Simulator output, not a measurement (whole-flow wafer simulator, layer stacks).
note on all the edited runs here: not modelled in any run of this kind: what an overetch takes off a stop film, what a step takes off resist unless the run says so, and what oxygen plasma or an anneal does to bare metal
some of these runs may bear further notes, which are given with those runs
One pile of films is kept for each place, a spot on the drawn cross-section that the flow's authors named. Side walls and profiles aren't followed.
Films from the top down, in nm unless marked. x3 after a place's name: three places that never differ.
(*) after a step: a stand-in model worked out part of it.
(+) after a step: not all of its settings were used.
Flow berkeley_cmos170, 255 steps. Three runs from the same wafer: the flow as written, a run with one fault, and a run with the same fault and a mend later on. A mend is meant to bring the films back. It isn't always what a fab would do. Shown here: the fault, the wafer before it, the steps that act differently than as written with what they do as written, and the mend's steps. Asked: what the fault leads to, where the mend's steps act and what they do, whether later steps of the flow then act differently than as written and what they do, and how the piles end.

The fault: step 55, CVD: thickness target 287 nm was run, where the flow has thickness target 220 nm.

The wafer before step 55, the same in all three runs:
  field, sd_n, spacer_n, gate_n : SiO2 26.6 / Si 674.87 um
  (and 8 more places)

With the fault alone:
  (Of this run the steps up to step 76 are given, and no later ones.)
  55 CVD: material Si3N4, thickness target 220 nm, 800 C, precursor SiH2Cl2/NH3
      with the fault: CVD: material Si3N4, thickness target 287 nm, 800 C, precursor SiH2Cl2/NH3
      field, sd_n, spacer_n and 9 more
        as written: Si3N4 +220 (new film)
        with the fault: Si3N4 +287 (new film)
  Later steps of the flow that act differently than as written (3 more steps differ only slightly, by at most 2% or 0.5 nm, whichever is larger, and aren't shown):
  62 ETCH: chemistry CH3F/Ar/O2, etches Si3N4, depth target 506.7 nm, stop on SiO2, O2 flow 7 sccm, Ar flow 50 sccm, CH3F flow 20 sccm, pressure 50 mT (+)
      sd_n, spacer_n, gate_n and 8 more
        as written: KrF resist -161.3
        with the fault: KrF resist -206
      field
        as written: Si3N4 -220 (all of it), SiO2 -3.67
        with the fault: Si3N4 -287 (all of it), SiO2 -3.67
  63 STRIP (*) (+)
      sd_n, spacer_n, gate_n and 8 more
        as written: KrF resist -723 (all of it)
        with the fault: KrF resist -678.4 (all of it)
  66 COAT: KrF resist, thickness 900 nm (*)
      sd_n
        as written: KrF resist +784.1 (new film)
        with the fault: KrF resist +751.7 (new film)
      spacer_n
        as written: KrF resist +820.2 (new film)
        with the fault: KrF resist +797.7 (new film)
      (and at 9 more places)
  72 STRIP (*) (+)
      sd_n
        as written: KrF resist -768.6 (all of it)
        with the fault: KrF resist -736.3 (all of it)
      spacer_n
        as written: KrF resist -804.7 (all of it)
        with the fault: KrF resist -782.3 (all of it)
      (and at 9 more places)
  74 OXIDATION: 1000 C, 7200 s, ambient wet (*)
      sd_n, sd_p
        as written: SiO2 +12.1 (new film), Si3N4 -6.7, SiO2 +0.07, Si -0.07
        with the fault: SiO2 +12.1 (new film), Si3N4 -6.7
  After step 76 the piles differ from the flow's by more than 2% or 0.5 nm, whichever is larger, at sd_n, spacer_n, gate_n and 8 more.
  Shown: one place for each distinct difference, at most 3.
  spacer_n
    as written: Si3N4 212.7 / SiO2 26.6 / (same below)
    with the fault: Si3N4 279.8 / SiO2 26.6 / (same below)
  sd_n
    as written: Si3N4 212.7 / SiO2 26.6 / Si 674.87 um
    with the fault: Si3N4 279.8 / SiO2 26.6 / Si 674.87 um

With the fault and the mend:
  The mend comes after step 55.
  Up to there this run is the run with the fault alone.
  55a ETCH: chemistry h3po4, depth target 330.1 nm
      field, sd_n, spacer_n and 9 more
        Si3N4 -287 (all of it)
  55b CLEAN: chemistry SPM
      changes no film at any place that is followed
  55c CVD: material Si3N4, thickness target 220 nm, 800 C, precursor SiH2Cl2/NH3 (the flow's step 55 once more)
      field, sd_n, spacer_n and 9 more
        Si3N4 +220 (new film)
  No later step of the flow acts differently than as written at any place that is followed.
  At the end the piles are the same as the flow's at every place that both follow.
